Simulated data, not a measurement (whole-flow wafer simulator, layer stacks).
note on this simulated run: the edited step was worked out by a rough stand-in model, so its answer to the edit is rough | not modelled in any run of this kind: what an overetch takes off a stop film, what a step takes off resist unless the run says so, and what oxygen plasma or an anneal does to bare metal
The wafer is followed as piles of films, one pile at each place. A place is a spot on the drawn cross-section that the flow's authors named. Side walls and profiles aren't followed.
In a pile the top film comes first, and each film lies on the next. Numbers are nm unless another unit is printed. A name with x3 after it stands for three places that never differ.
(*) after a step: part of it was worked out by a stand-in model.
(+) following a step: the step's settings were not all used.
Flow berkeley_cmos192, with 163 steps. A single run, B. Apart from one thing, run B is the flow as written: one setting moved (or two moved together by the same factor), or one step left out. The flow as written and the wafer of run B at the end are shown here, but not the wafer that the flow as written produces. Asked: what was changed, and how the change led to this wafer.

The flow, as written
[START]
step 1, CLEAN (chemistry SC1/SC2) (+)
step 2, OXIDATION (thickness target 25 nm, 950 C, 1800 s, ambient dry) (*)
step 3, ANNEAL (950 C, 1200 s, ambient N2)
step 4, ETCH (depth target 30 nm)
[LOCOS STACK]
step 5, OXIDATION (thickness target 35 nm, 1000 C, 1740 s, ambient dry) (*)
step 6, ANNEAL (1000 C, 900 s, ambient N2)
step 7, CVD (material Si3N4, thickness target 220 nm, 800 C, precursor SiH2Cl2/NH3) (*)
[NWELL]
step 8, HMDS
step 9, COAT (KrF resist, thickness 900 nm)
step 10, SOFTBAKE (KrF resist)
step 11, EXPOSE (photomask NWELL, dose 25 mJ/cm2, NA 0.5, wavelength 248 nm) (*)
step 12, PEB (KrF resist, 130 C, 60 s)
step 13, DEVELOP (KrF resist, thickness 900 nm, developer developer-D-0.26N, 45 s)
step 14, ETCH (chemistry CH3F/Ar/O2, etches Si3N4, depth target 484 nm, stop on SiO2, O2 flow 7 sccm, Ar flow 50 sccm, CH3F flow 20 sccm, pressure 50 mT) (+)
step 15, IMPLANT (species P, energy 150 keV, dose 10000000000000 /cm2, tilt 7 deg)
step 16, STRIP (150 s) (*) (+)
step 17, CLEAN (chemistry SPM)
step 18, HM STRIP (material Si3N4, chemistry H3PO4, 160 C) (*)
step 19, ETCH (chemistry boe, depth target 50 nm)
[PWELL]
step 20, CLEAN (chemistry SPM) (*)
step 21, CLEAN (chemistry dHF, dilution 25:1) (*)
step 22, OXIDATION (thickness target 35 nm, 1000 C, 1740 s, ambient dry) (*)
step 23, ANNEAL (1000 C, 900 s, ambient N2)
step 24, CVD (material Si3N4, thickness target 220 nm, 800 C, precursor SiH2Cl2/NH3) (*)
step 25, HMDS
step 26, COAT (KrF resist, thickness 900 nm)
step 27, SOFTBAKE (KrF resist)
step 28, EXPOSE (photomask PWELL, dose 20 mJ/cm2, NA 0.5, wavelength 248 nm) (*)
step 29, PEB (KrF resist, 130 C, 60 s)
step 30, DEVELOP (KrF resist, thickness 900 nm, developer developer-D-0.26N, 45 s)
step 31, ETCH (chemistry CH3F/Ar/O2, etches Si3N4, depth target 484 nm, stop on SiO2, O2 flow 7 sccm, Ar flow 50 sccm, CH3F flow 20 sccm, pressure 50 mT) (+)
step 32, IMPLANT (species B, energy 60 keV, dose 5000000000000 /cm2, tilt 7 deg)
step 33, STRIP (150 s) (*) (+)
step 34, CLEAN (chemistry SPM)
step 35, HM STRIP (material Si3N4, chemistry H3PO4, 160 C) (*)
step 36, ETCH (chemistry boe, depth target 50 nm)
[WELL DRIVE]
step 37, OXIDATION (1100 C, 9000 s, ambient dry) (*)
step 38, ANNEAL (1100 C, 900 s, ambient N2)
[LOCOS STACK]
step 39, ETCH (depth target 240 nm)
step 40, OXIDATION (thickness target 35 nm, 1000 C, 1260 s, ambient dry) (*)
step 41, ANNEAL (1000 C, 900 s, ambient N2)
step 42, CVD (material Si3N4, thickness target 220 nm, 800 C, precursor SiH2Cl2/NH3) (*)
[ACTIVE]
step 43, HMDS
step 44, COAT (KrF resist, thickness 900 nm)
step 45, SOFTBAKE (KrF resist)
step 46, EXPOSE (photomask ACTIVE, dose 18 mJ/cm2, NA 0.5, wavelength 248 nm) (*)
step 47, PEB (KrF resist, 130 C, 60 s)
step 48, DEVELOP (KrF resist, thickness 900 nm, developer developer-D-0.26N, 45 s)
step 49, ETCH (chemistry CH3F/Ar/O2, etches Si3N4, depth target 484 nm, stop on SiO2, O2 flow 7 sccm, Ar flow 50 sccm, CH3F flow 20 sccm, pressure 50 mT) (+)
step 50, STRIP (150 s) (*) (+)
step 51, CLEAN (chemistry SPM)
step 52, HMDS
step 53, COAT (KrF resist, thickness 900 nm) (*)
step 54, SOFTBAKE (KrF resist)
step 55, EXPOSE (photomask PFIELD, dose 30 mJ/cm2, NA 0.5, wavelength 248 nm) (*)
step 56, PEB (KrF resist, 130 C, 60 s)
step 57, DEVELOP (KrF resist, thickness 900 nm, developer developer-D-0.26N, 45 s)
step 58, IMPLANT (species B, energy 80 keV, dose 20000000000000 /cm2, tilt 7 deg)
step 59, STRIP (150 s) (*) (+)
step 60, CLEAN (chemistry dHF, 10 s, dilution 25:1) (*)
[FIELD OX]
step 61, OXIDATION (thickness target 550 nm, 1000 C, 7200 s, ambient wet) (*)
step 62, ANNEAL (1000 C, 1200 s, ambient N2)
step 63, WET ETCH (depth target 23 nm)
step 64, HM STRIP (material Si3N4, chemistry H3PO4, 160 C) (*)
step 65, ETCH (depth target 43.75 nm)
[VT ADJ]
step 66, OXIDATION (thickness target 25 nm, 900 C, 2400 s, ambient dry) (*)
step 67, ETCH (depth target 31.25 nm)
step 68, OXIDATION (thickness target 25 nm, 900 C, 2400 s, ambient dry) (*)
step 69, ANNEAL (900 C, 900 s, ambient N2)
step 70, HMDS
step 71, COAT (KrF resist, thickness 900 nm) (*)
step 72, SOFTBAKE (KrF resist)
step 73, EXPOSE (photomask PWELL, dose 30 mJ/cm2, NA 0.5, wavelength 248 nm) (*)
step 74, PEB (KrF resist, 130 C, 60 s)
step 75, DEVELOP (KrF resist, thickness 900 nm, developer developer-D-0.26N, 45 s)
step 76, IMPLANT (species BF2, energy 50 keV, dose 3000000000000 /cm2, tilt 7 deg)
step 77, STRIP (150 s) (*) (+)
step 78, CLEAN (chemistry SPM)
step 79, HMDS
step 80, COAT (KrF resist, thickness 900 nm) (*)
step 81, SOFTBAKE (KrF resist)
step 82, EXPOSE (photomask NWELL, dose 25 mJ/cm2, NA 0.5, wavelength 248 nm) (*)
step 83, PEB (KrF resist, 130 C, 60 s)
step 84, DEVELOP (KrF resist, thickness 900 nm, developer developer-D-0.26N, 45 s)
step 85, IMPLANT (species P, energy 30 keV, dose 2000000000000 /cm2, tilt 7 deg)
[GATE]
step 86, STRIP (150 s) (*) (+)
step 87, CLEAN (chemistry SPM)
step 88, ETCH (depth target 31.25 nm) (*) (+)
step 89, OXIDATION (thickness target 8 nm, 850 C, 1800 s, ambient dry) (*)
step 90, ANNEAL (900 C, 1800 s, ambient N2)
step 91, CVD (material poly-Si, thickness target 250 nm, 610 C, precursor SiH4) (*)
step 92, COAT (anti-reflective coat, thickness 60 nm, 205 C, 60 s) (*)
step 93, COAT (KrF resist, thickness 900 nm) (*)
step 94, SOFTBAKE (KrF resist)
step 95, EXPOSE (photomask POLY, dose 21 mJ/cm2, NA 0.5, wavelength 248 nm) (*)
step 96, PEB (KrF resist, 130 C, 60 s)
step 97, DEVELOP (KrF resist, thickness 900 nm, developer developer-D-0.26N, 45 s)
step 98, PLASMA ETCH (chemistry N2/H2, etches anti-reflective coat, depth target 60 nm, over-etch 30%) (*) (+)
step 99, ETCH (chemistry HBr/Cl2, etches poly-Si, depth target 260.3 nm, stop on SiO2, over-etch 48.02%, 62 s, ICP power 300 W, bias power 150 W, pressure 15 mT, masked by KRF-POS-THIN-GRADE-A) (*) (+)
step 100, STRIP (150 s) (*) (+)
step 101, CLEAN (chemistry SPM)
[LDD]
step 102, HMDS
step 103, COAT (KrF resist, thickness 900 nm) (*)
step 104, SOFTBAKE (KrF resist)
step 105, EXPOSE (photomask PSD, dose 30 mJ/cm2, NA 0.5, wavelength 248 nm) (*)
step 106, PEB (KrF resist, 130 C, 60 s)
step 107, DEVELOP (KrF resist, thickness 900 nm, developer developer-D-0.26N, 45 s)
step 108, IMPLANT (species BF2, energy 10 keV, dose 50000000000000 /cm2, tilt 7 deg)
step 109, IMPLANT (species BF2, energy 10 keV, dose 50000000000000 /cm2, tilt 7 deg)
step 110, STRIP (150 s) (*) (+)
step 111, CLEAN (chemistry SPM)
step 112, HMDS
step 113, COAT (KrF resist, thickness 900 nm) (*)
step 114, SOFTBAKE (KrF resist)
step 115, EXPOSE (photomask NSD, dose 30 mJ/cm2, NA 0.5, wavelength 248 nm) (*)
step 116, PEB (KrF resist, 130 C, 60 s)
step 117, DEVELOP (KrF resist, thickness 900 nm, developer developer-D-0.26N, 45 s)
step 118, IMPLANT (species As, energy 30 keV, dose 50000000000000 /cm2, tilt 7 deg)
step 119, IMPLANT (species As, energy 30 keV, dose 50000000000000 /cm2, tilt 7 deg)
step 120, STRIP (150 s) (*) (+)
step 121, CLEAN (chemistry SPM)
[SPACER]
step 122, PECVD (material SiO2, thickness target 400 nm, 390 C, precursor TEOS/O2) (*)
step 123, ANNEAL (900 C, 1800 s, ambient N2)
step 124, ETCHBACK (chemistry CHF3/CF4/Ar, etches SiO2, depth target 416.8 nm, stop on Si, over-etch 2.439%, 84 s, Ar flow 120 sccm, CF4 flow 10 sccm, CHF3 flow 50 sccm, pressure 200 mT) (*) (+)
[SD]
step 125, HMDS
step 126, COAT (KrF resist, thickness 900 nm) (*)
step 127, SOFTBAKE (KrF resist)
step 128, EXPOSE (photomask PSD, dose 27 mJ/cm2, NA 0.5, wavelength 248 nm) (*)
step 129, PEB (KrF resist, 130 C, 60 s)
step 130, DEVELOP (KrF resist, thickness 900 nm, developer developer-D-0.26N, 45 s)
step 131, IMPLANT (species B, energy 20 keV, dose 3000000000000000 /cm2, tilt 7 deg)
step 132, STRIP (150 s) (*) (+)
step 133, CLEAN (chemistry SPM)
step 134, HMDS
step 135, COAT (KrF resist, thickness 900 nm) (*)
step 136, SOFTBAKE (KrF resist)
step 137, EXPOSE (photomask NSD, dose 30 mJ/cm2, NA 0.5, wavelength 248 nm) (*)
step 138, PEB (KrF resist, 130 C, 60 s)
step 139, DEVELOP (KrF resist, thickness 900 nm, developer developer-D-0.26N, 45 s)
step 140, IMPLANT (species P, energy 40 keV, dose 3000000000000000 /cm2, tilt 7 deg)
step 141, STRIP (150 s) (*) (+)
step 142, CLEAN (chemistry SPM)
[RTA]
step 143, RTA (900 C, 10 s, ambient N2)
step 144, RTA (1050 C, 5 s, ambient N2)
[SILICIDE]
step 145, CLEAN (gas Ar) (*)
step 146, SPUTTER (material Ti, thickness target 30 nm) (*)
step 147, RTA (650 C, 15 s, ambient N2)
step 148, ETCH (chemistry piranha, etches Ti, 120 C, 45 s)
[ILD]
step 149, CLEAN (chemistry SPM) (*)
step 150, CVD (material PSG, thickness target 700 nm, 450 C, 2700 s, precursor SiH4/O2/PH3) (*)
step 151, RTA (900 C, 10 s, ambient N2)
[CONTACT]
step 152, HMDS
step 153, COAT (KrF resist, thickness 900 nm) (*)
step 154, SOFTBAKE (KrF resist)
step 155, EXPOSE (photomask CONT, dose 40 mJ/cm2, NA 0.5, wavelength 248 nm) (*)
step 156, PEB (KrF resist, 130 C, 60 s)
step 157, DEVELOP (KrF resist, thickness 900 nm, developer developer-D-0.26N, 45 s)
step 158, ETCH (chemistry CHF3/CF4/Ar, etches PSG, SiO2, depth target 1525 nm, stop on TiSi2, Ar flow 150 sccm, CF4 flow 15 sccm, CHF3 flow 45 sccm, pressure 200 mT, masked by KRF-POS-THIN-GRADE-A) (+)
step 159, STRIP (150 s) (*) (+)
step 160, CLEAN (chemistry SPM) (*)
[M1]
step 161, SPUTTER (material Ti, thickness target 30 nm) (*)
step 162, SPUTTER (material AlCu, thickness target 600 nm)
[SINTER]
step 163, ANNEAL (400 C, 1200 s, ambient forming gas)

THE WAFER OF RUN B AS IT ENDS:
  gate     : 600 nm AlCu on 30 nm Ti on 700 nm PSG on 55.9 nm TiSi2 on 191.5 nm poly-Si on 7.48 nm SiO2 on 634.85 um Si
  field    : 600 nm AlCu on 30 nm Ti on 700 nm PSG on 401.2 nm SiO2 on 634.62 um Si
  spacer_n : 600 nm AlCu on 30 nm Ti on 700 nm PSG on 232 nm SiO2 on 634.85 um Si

Cause: step 124, ETCHBACK: over-etch 0.9756% was run, though the flow has over-etch 2.439%.

The path from the change to this, step by step:
  step 124, ETCHBACK (chemistry CHF3/CF4/Ar, etches SiO2, depth target 416.8 nm, stop on Si, over-etch 2.439%, 84 s, Ar flow 120 sccm, CF4 flow 10 sccm, CHF3 flow 50 sccm, pressure 200 mT) (*) (+)
      gate, gate_p: -400 SiO2 (all of it), -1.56 chemical SiO2 (all of it), -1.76 poly-Si (it would be, as written: -400 SiO2 (all of it), -1.56 chemical SiO2 (all of it), -2.31 poly-Si)
      spacer_n: -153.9 SiO2 (it would be, as written: -160 SiO2)
      (also at 1 further place)
